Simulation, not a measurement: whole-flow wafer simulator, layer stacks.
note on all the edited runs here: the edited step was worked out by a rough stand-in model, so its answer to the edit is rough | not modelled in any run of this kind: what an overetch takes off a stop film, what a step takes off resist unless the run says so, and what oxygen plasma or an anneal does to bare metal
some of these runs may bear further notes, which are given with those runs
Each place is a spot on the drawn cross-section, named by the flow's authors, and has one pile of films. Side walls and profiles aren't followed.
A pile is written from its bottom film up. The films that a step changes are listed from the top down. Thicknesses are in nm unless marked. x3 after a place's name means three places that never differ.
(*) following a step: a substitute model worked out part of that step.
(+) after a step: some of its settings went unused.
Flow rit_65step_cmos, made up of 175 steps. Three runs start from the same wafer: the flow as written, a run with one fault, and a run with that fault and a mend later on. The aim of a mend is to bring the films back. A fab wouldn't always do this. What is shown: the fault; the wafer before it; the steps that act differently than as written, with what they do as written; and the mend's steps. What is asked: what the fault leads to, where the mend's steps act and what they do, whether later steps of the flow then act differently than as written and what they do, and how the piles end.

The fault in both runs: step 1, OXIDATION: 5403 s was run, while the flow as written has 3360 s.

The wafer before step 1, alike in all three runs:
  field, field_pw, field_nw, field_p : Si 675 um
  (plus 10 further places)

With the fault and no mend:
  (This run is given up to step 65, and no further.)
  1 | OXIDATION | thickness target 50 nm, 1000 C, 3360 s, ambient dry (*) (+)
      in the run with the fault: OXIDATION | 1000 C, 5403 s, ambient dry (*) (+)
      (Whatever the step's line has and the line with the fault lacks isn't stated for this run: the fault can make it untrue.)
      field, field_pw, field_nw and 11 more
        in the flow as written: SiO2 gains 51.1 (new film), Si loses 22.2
        in the run with the fault: SiO2 gains 67.9 (new film), Si loses 29.6
  Later steps of the flow acting differently than as written (21 more steps, not shown, differ only slightly: by at most 2% or 0.5 nm, whichever is larger):
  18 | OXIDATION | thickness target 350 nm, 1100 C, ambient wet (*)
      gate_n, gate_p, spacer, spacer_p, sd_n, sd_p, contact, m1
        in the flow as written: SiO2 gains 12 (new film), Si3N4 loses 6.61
        in the run with the fault: SiO2 gains 12 (new film), Si3N4 loses 6.61, SiO2 gains 0.05
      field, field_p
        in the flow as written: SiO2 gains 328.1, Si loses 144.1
        in the run with the fault: SiO2 gains 316.3, Si loses 138.9
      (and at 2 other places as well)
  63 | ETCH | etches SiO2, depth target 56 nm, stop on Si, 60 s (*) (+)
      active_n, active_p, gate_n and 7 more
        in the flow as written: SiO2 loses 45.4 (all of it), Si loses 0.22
        in the run with the fault: SiO2 loses 56
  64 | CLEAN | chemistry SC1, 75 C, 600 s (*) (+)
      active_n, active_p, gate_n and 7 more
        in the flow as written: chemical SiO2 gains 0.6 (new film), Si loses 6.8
        in the run with the fault: SiO2 loses 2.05
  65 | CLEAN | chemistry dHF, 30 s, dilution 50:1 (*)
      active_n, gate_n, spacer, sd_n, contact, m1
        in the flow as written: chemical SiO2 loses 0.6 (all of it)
        in the run with the fault: SiO2 loses 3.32
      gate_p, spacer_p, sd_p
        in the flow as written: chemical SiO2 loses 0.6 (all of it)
        in the run with the fault: SiO2 loses 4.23 (all of it)
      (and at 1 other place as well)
  The piles after step 65 differ from the flow's at active_n, gate_n, spacer, sd_n, contact, m1 by more than 2% or 0.5 nm, whichever is larger.
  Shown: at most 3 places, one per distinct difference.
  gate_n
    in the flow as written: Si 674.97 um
    in the run with the fault: Si 674.97 um / SiO2 0.92
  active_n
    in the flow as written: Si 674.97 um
    in the run with the fault: Si 674.97 um / SiO2 0.87

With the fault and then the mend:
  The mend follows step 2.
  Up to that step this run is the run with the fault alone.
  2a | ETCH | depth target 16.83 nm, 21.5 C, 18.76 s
      field, field_pw, field_nw and 11 more
        SiO2 loses 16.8
  None of the later steps of the flow differs from how it acts as written, at any place that is followed, by more than 2% or 0.5 nm, whichever is larger.
  The piles end only slightly different from the flow's at the places that both follow, by no more than 2% or 0.5 nm, whichever is larger.
